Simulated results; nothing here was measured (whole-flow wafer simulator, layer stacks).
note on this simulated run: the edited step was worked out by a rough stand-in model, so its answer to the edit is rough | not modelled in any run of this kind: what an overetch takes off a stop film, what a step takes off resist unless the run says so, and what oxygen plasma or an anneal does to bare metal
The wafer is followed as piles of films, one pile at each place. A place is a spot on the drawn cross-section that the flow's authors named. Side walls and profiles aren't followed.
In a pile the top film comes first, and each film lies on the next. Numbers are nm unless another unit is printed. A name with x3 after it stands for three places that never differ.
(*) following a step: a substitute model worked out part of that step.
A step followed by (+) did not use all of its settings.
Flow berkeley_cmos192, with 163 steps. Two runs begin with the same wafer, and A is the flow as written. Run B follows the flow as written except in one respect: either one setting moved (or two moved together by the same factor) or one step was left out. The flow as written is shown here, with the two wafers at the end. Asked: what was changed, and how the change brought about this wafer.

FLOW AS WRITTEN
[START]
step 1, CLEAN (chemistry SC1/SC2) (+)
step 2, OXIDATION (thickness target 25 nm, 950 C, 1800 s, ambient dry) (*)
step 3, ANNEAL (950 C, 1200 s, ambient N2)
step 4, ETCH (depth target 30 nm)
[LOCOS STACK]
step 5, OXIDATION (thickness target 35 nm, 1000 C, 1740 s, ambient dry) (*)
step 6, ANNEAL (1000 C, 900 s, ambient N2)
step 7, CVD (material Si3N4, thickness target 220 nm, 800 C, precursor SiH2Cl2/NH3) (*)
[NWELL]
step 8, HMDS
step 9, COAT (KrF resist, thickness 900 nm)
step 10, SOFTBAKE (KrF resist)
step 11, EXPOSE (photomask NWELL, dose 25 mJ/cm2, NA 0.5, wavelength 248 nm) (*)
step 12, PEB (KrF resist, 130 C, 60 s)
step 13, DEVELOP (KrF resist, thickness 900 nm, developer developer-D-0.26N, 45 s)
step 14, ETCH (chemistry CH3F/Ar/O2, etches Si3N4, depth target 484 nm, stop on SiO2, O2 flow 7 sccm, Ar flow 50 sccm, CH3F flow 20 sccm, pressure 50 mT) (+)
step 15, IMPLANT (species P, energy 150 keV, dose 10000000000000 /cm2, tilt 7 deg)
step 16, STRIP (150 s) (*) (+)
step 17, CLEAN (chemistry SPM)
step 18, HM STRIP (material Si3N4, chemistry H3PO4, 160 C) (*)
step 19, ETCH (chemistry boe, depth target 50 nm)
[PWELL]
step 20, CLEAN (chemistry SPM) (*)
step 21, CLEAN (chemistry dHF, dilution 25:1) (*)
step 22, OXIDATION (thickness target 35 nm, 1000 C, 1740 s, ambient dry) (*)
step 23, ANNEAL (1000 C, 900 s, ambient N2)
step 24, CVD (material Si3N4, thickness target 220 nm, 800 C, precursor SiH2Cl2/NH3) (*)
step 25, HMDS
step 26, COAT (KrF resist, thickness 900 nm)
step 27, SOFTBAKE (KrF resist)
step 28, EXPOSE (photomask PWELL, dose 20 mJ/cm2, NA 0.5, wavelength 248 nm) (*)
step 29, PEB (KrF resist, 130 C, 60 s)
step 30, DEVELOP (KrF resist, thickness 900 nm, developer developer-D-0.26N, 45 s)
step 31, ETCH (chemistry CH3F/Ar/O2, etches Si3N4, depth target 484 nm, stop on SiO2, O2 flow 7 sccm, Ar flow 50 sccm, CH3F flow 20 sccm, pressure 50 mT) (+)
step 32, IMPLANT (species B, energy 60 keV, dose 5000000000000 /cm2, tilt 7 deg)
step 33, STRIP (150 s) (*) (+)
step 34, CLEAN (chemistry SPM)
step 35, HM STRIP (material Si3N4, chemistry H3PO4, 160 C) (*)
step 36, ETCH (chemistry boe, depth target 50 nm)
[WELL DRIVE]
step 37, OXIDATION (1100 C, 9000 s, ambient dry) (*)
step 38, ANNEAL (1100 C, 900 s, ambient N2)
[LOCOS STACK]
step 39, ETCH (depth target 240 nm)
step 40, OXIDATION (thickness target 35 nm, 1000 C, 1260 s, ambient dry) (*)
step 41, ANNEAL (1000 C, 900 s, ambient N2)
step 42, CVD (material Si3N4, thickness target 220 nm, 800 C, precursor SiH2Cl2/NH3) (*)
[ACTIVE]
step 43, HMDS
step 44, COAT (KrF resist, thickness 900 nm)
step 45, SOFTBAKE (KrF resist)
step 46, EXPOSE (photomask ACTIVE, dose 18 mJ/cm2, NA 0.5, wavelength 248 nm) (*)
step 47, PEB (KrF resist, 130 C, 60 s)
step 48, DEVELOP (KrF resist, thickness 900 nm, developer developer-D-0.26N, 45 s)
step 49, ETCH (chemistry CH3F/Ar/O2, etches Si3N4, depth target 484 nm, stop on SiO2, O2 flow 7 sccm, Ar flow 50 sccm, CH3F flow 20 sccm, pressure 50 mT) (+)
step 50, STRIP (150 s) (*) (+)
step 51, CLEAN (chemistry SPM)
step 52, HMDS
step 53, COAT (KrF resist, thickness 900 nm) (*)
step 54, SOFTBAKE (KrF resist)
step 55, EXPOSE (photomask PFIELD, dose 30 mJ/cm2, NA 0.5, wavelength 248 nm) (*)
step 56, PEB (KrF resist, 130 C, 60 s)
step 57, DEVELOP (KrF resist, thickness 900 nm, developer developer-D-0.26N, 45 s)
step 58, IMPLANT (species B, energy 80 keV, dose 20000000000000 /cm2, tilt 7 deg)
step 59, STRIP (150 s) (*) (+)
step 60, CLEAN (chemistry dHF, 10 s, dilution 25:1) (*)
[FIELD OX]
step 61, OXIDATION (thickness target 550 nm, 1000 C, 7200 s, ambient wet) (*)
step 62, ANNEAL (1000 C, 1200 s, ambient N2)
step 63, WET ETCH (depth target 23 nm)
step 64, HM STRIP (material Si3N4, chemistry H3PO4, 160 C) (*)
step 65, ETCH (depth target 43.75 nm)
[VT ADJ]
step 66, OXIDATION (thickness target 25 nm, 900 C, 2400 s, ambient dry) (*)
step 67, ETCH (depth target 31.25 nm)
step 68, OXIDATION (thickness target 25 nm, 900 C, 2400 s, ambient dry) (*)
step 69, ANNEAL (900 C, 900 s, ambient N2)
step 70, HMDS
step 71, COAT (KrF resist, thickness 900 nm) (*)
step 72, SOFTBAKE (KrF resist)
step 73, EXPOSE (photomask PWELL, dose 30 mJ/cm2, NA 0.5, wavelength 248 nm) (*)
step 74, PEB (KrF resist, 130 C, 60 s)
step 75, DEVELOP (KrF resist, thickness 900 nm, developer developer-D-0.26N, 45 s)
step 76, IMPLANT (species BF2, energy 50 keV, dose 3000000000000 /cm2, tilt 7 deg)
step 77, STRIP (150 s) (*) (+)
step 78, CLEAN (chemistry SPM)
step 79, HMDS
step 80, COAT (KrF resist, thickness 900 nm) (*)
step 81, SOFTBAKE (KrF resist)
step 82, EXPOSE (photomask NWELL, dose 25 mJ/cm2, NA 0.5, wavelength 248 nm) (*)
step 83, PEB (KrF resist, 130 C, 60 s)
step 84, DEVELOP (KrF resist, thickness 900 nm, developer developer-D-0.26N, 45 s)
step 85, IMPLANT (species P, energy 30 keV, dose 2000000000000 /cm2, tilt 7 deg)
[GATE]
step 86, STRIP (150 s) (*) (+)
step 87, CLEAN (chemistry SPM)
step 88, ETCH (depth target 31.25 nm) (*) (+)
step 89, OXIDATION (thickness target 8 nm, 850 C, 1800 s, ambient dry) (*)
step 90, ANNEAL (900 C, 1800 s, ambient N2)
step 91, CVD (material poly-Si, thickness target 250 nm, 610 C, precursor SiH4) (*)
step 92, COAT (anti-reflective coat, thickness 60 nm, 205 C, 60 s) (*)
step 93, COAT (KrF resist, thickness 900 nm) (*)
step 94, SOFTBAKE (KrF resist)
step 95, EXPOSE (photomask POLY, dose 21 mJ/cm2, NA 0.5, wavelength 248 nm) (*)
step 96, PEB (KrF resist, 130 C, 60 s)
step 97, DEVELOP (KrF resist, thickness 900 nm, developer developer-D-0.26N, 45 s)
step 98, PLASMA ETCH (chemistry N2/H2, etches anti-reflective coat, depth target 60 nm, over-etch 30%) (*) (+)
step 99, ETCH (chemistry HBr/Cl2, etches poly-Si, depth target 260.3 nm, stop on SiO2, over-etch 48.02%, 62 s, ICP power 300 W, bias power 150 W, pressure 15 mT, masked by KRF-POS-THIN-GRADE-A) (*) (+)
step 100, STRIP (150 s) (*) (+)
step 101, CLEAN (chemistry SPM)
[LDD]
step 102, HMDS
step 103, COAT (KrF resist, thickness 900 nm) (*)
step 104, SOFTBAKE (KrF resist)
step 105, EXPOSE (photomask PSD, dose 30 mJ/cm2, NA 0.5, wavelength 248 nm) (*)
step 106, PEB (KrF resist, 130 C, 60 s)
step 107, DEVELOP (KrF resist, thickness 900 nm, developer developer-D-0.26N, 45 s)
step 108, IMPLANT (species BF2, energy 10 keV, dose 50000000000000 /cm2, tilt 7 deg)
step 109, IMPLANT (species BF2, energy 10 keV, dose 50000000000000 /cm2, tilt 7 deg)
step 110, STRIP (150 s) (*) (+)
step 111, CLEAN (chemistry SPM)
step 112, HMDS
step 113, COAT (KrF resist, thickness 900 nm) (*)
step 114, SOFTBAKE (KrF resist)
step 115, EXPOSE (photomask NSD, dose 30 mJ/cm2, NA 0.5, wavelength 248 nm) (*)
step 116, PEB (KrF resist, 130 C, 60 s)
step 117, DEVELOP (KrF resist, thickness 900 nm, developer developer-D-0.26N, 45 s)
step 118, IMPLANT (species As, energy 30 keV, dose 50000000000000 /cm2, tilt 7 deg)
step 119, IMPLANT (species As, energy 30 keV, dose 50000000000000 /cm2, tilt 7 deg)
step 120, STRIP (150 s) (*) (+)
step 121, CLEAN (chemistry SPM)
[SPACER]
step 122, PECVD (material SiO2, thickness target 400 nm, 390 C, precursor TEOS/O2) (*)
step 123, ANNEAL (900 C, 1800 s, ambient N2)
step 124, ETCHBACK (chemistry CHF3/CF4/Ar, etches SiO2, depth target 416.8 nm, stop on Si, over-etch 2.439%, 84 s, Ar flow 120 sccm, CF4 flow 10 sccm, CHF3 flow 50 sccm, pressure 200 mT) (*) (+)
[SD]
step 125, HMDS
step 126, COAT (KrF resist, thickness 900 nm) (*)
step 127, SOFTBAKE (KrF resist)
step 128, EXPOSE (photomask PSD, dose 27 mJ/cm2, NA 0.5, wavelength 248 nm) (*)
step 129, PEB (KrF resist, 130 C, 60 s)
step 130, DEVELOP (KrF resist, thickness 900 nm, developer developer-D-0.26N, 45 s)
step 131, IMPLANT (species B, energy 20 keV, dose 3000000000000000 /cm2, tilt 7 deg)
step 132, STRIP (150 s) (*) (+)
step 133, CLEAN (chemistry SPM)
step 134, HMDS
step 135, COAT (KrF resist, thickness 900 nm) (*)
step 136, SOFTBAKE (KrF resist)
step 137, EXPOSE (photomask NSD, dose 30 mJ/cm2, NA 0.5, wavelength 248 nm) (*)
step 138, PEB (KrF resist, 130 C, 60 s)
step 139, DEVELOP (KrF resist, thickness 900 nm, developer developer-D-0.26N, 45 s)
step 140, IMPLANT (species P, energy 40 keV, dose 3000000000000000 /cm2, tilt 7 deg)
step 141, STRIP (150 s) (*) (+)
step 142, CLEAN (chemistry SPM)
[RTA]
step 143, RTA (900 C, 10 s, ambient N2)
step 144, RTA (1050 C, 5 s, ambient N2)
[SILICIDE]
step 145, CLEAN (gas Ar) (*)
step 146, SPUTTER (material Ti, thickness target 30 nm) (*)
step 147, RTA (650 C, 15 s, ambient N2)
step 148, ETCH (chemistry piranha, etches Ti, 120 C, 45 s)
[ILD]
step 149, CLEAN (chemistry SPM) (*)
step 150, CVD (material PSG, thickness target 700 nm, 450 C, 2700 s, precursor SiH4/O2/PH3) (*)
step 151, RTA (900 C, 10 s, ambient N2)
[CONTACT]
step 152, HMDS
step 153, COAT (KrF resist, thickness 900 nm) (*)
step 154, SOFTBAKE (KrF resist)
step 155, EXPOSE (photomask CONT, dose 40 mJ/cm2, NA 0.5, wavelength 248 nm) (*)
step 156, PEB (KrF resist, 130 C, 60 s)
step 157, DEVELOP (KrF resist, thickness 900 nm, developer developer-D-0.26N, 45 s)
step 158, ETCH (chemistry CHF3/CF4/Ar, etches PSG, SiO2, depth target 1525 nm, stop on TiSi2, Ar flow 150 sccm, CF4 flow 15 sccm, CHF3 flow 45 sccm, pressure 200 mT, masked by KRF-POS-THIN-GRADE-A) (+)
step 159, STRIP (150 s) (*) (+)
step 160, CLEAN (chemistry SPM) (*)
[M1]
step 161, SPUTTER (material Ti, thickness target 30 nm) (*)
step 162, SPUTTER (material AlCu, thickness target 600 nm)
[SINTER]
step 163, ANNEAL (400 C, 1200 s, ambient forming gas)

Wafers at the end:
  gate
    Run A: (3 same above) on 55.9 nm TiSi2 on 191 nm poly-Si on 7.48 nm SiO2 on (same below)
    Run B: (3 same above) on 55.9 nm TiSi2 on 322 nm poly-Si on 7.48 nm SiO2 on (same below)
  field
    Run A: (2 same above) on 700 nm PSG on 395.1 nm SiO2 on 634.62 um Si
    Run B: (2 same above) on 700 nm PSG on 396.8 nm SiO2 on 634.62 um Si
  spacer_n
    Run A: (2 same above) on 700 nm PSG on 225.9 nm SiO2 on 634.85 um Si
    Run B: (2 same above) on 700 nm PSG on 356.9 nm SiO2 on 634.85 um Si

What caused this: step 91, CVD: thickness target 381 nm was run, though the flow has thickness target 250 nm.

How this came from the change, step by step:
  step 91, CVD (material poly-Si, thickness target 250 nm, 610 C, precursor SiH4) (*)
      field, sd_n, spacer_n and 6 more: A +250 poly-Si (new film) | B +381 poly-Si (new film)
  step 92, COAT (anti-reflective coat, thickness 60 nm, 205 C, 60 s) (*)
      field: A +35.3 anti-reflective coat (new film) | B +36.7 anti-reflective coat (new film)
      sd_n: A +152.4 anti-reflective coat (new film) | B +157.9 anti-reflective coat (new film)
      (also at 1 further place)
  step 98, PLASMA ETCH (chemistry N2/H2, etches anti-reflective coat, depth target 60 nm, over-etch 30%) (*) (+)
      field: A -35.3 anti-reflective coat (all of it), -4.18 poly-Si | B -36.7 anti-reflective coat (all of it), -4.32 poly-Si
      sd_n: A -152.4 anti-reflective coat (all of it), -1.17 poly-Si | B -157.9 anti-reflective coat (all of it), -1.21 poly-Si
      (also at 1 further place)
  step 99, ETCH (chemistry HBr/Cl2, etches poly-Si, depth target 260.3 nm, stop on SiO2, over-etch 48.02%, 62 s, ICP power 300 W, bias power 150 W, pressure 15 mT, masked by KRF-POS-THIN-GRADE-A) (*) (+)
      spacer_n, spacer_p: A -245.8 poly-Si (all of it), -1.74 SiO2 | B -376.6 poly-Si (all of it), -0.04 SiO2
      field: A -245.8 poly-Si (all of it), -1.74 SiO2 | B -376.7 poly-Si (all of it), -0.04 SiO2
      (also at 4 further places)
  step 103, COAT (KrF resist, thickness 900 nm) (*)
      gate: A +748 KrF resist (new film) | B +638.4 KrF resist (new film)
      gate_p: A +744.1 KrF resist (new film) | B +634.6 KrF resist (new film)
  step 107, DEVELOP (KrF resist, thickness 900 nm, developer developer-D-0.26N, 45 s)
      gate_p: A -742.9 KrF resist (all of it) | B -633.6 KrF resist (all of it)
  step 110, STRIP (150 s) (*) (+)
      gate: A -732.7 KrF resist (all of it), +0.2 chemical SiO2, -0.09 poly-Si | B -623.3 KrF resist (all of it), +0.2 chemical SiO2, -0.09 poly-Si
  step 113, COAT (KrF resist, thickness 900 nm) (*)
      gate: A +747.9 KrF resist (new film) | B +638.4 KrF resist (new film)
      gate_p: A +743.9 KrF resist (new film) | B +634.4 KrF resist (new film)
  step 117, DEVELOP (KrF resist, thickness 900 nm, developer developer-D-0.26N, 45 s)
      gate: A -746.8 KrF resist (all of it) | B -637.4 KrF resist (all of it)
  step 120, STRIP (150 s) (*) (+)
      gate_p: A -728.6 KrF resist (all of it), +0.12 chemical SiO2, -0.05 poly-Si | B -619.3 KrF resist (all of it), +0.12 chemical SiO2, -0.05 poly-Si
  step 124, ETCHBACK (chemistry CHF3/CF4/Ar, etches SiO2, depth target 416.8 nm, stop on Si, over-etch 2.439%, 84 s, Ar flow 120 sccm, CF4 flow 10 sccm, CHF3 flow 50 sccm, pressure 200 mT) (*) (+)
      spacer_n: A -160 SiO2 | B -29.5 SiO2
      spacer_p: A -159.9 SiO2 | B -29.4 SiO2
  step 126, COAT (KrF resist, thickness 900 nm) (*)
      spacer_n: A +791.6 KrF resist (new film) | B +696.5 KrF resist (new film)
      gate: A +771.5 KrF resist (new film) | B +678.8 KrF resist (new film)
      (also at 2 further places)
  step 130, DEVELOP (KrF resist, thickness 900 nm, developer developer-D-0.26N, 45 s)
      spacer_p: A -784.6 KrF resist (all of it) | B -690 KrF resist (all of it)
      gate_p: A -764.3 KrF resist (all of it) | B -672.1 KrF resist (all of it)
  step 132, STRIP (150 s) (*) (+)
      spacer_n: A -776.1 KrF resist (all of it) | B -681.2 KrF resist (all of it)
      gate: A +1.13 chemical SiO2 (new film), -756.1 KrF resist (all of it), -0.5 poly-Si | B +1.13 chemical SiO2 (new film), -663.5 KrF resist (all of it), -0.5 poly-Si
  step 135, COAT (KrF resist, thickness 900 nm) (*)
      spacer_n: A +791.1 KrF resist (new film) | B +696.7 KrF resist (new film)
      gate: A +770.3 KrF resist (new film) | B +678.4 KrF resist (new film)
      (also at 2 further places)
  step 139, DEVELOP (KrF resist, thickness 900 nm, developer developer-D-0.26N, 45 s)
      spacer_n: A -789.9 KrF resist (all of it) | B -695.7 KrF resist (all of it)
      gate: A -769.1 KrF resist (all of it) | B -677.3 KrF resist (all of it)
  ... 2 other steps ...
  step 159, STRIP (150 s) (*) (+)
      field: A -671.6 KrF resist (all of it) | B -687.2 KrF resist (all of it)
      spacer_n: A -620.3 KrF resist (all of it) | B -550.7 KrF resist (all of it)
      (also at 4 further places)
